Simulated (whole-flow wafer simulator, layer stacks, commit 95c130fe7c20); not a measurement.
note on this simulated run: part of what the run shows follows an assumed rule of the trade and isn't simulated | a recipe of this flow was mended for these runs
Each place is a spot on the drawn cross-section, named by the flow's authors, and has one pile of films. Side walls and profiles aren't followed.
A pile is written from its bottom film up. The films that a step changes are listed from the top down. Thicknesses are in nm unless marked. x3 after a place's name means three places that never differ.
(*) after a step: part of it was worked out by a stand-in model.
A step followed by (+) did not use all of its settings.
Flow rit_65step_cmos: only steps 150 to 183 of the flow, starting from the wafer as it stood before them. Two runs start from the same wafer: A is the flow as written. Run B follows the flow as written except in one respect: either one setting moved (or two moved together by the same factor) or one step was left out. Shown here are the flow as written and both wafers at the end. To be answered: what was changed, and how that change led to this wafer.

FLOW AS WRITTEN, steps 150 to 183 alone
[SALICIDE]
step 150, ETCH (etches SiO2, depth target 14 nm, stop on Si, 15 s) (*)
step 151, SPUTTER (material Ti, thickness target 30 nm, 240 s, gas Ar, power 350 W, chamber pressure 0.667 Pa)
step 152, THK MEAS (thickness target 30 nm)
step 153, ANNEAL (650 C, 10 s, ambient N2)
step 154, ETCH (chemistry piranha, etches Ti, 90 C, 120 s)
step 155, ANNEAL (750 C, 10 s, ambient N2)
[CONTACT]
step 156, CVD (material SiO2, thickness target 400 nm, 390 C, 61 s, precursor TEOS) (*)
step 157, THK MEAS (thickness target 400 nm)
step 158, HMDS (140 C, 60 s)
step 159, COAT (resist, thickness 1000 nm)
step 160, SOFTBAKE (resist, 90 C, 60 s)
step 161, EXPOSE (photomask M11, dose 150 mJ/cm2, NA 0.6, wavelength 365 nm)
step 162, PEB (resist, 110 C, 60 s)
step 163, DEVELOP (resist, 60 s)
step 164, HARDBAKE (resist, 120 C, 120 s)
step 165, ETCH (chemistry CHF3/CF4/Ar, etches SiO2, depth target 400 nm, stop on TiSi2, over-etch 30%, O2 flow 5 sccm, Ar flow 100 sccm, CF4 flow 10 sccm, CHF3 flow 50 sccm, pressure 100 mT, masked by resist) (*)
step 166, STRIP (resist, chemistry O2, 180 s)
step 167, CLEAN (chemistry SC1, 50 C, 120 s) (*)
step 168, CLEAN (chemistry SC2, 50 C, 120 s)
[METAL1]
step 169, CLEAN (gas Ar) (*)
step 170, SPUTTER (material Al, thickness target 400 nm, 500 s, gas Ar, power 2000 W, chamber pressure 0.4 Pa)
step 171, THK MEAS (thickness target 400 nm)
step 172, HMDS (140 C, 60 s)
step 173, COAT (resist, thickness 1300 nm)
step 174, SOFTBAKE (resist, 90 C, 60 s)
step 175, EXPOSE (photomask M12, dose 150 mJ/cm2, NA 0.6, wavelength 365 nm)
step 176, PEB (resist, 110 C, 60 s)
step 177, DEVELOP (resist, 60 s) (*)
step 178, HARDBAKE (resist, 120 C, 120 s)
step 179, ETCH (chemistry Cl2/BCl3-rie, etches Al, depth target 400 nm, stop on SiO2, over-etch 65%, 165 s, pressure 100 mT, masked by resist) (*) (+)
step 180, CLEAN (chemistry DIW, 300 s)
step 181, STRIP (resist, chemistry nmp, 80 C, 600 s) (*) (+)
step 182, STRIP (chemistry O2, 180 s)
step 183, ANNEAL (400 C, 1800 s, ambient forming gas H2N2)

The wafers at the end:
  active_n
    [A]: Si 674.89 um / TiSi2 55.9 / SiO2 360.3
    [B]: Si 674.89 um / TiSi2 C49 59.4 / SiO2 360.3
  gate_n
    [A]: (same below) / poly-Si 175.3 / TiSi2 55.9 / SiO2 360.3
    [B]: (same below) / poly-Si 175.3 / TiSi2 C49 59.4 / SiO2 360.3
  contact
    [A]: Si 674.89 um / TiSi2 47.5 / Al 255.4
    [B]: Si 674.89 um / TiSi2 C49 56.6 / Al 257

What caused this: step 155, ANNEAL: 660 C was run, while the flow as written has 750 C.

How this came from the change, step by step:
  step 155, ANNEAL (750 C, 10 s, ambient N2)
      active_n, active_p, sd_n, sd_p, contact, m1: A +55.9 TiSi2 (new film), -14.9 TiSi first (all of it), -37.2 TiSi2 C49 (all of it), -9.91 Si | B -14.9 TiSi first (all of it), +22.2 TiSi2 C49, -9.91 Si
      gate_n, gate_p: A +55.9 TiSi2 (new film), -14.9 TiSi first (all of it), -37.2 TiSi2 C49 (all of it), -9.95 poly-Si | B -14.9 TiSi first (all of it), +22.2 TiSi2 C49, -9.95 poly-Si
  step 165, ETCH (chemistry CHF3/CF4/Ar, etches SiO2, depth target 400 nm, stop on TiSi2, over-etch 30%, O2 flow 5 sccm, Ar flow 100 sccm, CF4 flow 10 sccm, CHF3 flow 50 sccm, pressure 100 mT, masked by resist) (*)
      contact: A -400 SiO2 (all of it), -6 TiSi2 | B -400 SiO2 (all of it)
  step 169, CLEAN (gas Ar) (*)
      contact: A -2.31 TiSi2 | B -2.44 TiSi2 C49
